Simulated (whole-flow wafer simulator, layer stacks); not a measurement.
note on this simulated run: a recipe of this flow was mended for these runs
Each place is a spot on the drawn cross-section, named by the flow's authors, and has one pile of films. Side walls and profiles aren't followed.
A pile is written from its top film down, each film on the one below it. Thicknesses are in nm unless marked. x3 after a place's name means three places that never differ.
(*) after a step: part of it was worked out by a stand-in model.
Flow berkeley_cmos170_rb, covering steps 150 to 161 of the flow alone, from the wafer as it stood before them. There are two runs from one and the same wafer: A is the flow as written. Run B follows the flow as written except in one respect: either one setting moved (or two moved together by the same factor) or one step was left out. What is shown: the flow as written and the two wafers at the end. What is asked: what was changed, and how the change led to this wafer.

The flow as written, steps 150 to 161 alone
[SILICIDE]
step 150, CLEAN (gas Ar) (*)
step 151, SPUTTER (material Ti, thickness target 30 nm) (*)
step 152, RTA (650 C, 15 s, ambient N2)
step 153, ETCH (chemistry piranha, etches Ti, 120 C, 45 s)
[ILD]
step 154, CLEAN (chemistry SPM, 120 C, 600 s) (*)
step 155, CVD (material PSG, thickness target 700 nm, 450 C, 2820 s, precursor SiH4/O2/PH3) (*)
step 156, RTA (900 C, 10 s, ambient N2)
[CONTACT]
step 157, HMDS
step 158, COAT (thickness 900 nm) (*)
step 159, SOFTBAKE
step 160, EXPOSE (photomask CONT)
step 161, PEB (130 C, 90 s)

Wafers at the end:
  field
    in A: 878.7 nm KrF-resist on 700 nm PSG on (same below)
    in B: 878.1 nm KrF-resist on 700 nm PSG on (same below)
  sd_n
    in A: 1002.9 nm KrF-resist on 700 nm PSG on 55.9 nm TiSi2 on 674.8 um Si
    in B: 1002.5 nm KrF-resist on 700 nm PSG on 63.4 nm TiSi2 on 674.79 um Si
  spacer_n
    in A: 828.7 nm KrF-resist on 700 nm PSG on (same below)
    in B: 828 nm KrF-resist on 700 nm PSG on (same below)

Cause: step 151, SPUTTER: thickness target 34 nm was run, while the flow as written has thickness target 30 nm.

The path from the change to this, step by step:
  step 151, SPUTTER (material Ti, thickness target 30 nm) (*)
      field, sd_n, spacer_n, gate, spacer_p, gate_p, contact, m1: A Ti gains 30 (new film) | B Ti gains 34 (new film)
      sd_p: A Ti gains 27.9 (new film) | B Ti gains 31.6 (new film)
  step 152, RTA (650 C, 15 s, ambient N2)
      sd_n, contact, m1: A Ti loses 23.4, TiSi first gains 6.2 (new film), TiSi2 C49 gains 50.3 (new film), Si loses 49 | B Ti loses 26.5, TiSi first gains 14.4 (new film), TiSi2 C49 gains 46 (new film), Si loses 50.6
      gate, gate_p: A Ti loses 23.4, TiSi first gains 6.2 (new film), TiSi2 C49 gains 50.3 (new film), poly-Si loses 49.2 | B Ti loses 26.5, TiSi first gains 14.4 (new film), TiSi2 C49 gains 46 (new film), poly-Si loses 50.8
      (also at 1 further place)
  step 153, ETCH (chemistry piranha, etches Ti, 120 C, 45 s)
      sd_n, gate, gate_p, contact, m1: A Ti loses 6.6 (all of it), TiSi first loses 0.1 | B Ti loses 7.48 (all of it), TiSi first loses 0.1
      field, spacer_n, spacer_p: A Ti loses 30 (all of it) | B Ti loses 34 (all of it)
      (also at 1 further place)
  step 156, RTA (900 C, 10 s, ambient N2)
      sd_n, contact, m1: A under 1 film: TiSi2 gains 55.9 (new film), TiSi first loses 6.09 (all of it), TiSi2 C49 loses 50.3 (all of it), Si loses 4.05 | B under 1 film: TiSi2 gains 63.4 (new film), TiSi first loses 14.3 (all of it), TiSi2 C49 loses 46 (all of it), Si loses 9.51
      gate, gate_p: A under 1 film: TiSi2 gains 55.9 (new film), TiSi first loses 6.09 (all of it), TiSi2 C49 loses 50.3 (all of it), poly-Si loses 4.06 | B under 1 film: TiSi2 gains 63.4 (new film), TiSi first loses 14.3 (all of it), TiSi2 C49 loses 46 (all of it), poly-Si loses 9.55
      (also at 1 further place)
